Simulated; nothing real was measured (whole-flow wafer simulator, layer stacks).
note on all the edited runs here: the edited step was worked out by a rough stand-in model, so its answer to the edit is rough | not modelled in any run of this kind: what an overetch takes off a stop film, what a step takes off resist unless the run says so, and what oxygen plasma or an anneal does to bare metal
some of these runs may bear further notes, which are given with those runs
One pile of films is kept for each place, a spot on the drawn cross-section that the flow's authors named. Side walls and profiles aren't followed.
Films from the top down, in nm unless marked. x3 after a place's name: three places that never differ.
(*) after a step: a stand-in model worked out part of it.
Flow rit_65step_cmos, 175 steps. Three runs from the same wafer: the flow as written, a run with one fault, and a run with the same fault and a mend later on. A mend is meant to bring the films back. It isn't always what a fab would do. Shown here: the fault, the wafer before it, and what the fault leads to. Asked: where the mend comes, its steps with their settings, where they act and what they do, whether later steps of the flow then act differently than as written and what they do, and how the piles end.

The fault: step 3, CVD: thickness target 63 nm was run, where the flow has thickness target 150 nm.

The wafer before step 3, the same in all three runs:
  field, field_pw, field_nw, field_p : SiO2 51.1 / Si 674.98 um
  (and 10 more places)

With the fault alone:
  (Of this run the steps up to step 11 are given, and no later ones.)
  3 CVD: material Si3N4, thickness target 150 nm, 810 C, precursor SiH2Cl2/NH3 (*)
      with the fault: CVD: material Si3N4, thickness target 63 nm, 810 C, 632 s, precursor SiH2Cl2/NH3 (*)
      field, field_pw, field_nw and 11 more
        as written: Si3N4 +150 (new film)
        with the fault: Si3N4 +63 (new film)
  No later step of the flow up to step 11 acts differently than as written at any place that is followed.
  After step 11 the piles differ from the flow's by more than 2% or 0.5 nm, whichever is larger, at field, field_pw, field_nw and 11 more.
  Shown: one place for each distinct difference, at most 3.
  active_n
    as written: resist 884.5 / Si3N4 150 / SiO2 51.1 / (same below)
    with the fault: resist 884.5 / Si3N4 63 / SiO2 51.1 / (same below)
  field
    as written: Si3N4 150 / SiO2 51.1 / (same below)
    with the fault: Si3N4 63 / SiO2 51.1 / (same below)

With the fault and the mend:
  The mend comes after step 11.
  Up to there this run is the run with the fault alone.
  11a STRIP: resist, chemistry O2, 180 s (*)
      active_n, active_p, gate_n and 7 more
        resist -884.5 (all of it)
  11b CLEAN: chemistry SC2, 75 C, 600 s
      changes no film at any place that is followed
  11c CVD: material Si3N4, thickness target 87 nm, 810 C, 868 s, precursor SiH2Cl2/NH3 (*) (the flow's step 3 once more, with other settings)
      field, field_pw, field_nw and 11 more
        Si3N4 +87
  11d HMDS: 140 C, 60 s (the flow's step 5 once more)
      changes no film at any place that is followed
  11e COAT: resist, thickness 1000 nm (the flow's step 6 once more)
      field, field_pw, field_nw and 11 more
        resist +1000 (new film)
  11f SOFTBAKE: resist, 90 C, 60 s (the flow's step 7 once more)
      changes no film at any place that is followed
  11g EXPOSE: photomask M1, dose 225 mJ/cm2, NA 0.6, wavelength 365 nm (the flow's step 8 once more)
      changes no film at any place that is followed
  11h PEB: resist, 110 C, 60 s (the flow's step 9 once more)
      field, field_pw, field_nw and 11 more
        resist -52
  11i DEVELOP: resist, thickness 1000 nm, 50 s (the flow's step 10 once more)
      field, field_pw, field_nw, field_p
        resist -948 (all of it)
  11j HARDBAKE: resist, 140 C, 60 s (the flow's step 11 once more)
      active_n, active_p, gate_n and 7 more
        resist -63.5
  No later step of the flow acts differently than as written at any place that is followed.
  At the end the piles are the same as the flow's at every place that both follow.
